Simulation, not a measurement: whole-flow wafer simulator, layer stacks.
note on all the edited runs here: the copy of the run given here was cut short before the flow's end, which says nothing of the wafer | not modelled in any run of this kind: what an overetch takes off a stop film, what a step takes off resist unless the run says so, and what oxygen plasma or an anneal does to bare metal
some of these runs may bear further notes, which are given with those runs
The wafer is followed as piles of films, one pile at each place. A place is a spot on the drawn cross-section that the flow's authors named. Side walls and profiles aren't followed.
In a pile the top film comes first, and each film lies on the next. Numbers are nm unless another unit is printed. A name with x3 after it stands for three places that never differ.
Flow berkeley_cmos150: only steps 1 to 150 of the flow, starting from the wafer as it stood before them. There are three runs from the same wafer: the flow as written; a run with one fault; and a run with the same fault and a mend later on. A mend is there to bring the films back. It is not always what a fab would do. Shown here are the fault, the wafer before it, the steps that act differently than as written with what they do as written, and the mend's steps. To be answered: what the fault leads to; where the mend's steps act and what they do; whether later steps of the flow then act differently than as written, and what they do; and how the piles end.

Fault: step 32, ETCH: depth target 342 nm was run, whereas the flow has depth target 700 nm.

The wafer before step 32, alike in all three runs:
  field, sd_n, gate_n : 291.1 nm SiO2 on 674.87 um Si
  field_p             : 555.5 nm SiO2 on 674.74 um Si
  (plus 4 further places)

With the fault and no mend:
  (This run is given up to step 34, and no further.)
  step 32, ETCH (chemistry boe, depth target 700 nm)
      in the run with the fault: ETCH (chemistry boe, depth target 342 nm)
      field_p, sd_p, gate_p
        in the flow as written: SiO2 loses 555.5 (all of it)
        in the run with the fault: SiO2 loses 342
  Steps later in the flow that act otherwise than as written:
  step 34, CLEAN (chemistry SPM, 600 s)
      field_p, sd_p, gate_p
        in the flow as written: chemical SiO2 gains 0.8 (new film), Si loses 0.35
        in the run with the fault: nothing
  After step 34, at field_p, sd_p, gate_p, the piles differ from the flow's by more than 2% or 0.5 nm, whichever is larger.
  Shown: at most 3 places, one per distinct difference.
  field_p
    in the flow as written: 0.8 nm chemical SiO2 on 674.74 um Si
    in the run with the fault: 213.5 nm SiO2 on 674.74 um Si

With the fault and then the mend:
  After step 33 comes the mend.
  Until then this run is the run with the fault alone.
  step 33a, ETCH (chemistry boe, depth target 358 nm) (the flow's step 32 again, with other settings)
      field_p, sd_p, gate_p
        SiO2 loses 213.5 (all of it)
  Later steps of the flow that are run all act as written at every place that is followed.
  At every place that both follow, the piles at the end match the flow's.
